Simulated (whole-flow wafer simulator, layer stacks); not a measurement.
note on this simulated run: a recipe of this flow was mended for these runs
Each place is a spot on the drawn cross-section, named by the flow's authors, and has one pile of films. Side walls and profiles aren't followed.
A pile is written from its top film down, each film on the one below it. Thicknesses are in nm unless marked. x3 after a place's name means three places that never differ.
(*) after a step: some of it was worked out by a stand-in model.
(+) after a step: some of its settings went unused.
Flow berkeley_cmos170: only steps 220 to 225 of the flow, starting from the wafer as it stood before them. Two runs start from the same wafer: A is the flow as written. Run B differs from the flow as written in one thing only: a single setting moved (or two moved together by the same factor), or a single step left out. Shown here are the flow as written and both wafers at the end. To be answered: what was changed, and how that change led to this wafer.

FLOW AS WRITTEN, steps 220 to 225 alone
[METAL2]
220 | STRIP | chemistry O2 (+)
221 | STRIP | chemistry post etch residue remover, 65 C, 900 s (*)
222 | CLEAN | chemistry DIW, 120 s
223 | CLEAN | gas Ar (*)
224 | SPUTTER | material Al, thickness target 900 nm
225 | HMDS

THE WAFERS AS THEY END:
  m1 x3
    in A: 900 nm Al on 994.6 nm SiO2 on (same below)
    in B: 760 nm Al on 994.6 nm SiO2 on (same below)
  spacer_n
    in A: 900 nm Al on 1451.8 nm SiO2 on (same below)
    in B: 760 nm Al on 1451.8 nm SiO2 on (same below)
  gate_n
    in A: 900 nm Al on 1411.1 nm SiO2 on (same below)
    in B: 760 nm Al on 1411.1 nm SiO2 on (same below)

Cause: step 224, SPUTTER: thickness target 760 nm was run, while the flow as written has thickness target 900 nm.
The wafer itself shows it: m1 x3 has Al 760, and step 224 as written asks for 900 nm.

How this came from the change, step by step:
  224 | SPUTTER | material Al, thickness target 900 nm
      field, mark, sd_n and 9 more: A +900 Al (new film) | B +760 Al (new film)
      via1: A +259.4 Al | B +235 Al
